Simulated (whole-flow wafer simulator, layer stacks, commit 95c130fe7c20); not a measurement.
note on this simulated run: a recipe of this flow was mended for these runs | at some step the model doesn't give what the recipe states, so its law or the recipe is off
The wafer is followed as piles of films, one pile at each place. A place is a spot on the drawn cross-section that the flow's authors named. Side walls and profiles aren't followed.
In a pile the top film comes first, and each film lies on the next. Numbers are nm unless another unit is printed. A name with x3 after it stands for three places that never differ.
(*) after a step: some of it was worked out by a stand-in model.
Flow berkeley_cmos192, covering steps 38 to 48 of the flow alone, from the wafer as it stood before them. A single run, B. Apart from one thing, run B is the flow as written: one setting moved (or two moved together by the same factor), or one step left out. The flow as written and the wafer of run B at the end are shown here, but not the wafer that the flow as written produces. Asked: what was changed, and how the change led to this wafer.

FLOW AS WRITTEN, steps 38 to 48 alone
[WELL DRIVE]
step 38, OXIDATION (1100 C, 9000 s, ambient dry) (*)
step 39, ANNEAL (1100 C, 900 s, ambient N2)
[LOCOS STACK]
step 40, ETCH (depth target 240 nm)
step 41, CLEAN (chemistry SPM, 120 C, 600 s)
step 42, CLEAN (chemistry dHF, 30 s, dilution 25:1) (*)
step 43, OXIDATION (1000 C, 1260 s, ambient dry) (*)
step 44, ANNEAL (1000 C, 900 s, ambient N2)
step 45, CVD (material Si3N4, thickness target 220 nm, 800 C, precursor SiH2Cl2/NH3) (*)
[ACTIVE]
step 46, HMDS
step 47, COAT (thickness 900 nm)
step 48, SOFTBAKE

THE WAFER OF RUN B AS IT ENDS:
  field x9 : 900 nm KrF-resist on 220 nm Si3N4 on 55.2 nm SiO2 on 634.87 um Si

The reason: step 40, ETCH: depth target 154 nm was run, though the flow has depth target 240 nm.

The path from the change to this, step by step:
  step 40, ETCH (depth target 240 nm)
      field x9: -154 SiO2 (in the flow as written it would be: -197.6 SiO2 (all of it))
  step 41, CLEAN (chemistry SPM, 120 C, 600 s)
      field x9: nothing (in the flow as written it would be: +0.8 chemical SiO2 (new film), -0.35 Si)
  step 42, CLEAN (chemistry dHF, 30 s, dilution 25:1) (*)
      field x9: -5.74 SiO2 (in the flow as written it would be: -0.8 chemical SiO2 (all of it))
  step 43, OXIDATION (1000 C, 1260 s, ambient dry) (*)
      field x9: +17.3 SiO2, -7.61 Si (in the flow as written it would be: +26.6 SiO2 (new film), -11.7 Si)
